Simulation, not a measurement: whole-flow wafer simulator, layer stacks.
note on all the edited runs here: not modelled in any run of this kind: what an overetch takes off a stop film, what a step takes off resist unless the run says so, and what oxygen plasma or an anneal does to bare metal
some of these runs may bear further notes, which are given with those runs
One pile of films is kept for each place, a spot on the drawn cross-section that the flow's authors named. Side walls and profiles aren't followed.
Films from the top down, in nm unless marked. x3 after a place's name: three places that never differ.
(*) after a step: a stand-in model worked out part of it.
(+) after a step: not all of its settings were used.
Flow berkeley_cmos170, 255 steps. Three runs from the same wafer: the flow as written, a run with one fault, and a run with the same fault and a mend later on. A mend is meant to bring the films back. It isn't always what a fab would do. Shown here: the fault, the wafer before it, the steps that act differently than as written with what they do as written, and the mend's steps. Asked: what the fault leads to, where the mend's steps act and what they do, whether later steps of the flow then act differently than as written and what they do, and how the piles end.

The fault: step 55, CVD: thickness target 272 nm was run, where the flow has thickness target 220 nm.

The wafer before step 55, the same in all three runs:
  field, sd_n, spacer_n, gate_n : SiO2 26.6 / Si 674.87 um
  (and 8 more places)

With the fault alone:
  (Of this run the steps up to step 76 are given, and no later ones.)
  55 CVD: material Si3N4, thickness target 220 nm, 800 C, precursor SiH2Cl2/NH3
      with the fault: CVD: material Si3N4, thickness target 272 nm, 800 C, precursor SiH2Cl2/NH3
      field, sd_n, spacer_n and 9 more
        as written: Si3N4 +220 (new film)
        with the fault: Si3N4 +272 (new film)
  Later steps of the flow that act differently than as written (3 more steps differ only slightly, by at most 2% or 0.5 nm, whichever is larger, and aren't shown):
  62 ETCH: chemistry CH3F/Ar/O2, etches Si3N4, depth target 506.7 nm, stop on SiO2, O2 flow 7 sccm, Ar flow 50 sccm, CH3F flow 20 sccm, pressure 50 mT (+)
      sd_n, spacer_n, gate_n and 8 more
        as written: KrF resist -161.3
        with the fault: KrF resist -196
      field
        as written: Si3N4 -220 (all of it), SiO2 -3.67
        with the fault: Si3N4 -272 (all of it), SiO2 -3.67
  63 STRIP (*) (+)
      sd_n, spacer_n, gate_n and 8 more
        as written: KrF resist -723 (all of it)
        with the fault: KrF resist -688.4 (all of it)
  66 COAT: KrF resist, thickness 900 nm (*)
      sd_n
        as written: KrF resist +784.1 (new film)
        with the fault: KrF resist +758.8 (new film)
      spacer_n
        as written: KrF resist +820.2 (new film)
        with the fault: KrF resist +802.6 (new film)
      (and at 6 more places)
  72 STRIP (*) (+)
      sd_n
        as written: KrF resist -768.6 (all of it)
        with the fault: KrF resist -743.5 (all of it)
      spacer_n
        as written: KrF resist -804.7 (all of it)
        with the fault: KrF resist -787.2 (all of it)
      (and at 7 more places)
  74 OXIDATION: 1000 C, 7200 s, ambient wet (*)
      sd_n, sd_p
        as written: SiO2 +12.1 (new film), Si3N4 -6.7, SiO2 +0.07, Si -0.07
        with the fault: SiO2 +12.1 (new film), Si3N4 -6.7
  After step 76 the piles differ from the flow's by more than 2% or 0.5 nm, whichever is larger, at sd_n, spacer_n, gate_n and 8 more.
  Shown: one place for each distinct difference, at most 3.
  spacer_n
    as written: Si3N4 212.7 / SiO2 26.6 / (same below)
    with the fault: Si3N4 264.8 / SiO2 26.6 / (same below)
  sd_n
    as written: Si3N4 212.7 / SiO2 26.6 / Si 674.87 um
    with the fault: Si3N4 264.8 / SiO2 26.6 / Si 674.87 um

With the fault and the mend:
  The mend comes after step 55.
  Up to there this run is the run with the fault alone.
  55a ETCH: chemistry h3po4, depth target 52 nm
      field, sd_n, spacer_n and 9 more
        Si3N4 -52
  No later step of the flow acts differently than as written at any place that is followed.
  At the end the piles are the same as the flow's at every place that both follow.
